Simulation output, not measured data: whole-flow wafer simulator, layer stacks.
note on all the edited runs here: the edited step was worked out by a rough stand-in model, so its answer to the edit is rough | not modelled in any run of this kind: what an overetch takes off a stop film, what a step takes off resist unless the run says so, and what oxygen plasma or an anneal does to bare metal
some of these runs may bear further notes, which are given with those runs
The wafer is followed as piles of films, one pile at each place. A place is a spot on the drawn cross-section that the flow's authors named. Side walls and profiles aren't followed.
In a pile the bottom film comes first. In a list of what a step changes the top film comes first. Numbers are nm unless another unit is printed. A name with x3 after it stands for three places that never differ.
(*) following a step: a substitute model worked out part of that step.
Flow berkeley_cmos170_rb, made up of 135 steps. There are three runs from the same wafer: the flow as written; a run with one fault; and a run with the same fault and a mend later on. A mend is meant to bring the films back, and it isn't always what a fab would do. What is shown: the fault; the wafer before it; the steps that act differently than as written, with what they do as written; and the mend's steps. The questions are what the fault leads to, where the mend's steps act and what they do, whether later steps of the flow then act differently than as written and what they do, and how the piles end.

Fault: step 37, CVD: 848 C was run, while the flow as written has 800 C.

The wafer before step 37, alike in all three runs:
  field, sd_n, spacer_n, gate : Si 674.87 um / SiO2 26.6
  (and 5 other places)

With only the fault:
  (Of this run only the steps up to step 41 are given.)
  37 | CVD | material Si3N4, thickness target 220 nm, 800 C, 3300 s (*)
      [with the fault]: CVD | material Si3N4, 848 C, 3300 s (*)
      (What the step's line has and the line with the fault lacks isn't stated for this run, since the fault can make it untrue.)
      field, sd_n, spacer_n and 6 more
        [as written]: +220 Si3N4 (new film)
        [with the fault]: +366.1 Si3N4 (new film)
  Every later step of the flow up to step 41 that is run acts as written at every place that is followed.
  The piles after step 41 differ from the flow's at field, sd_n, spacer_n and 6 more by more than 2% or 0.5 nm, whichever is larger.
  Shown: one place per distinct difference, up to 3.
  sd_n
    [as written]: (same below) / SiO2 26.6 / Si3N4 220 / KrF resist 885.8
    [with the fault]: (same below) / SiO2 26.6 / Si3N4 366.1 / KrF resist 885.8
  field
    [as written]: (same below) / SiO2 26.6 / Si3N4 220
    [with the fault]: (same below) / SiO2 26.6 / Si3N4 366.1

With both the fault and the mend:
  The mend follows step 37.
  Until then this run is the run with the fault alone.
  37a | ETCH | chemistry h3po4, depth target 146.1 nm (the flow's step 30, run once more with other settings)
      field, sd_n, spacer_n and 6 more
        -146.1 Si3N4
  Every later step of the flow that is run acts as written, at every place that is followed, to within 2% or 0.5 nm, whichever is larger.
  By the end, the piles equal the flow's at every place that both follow.
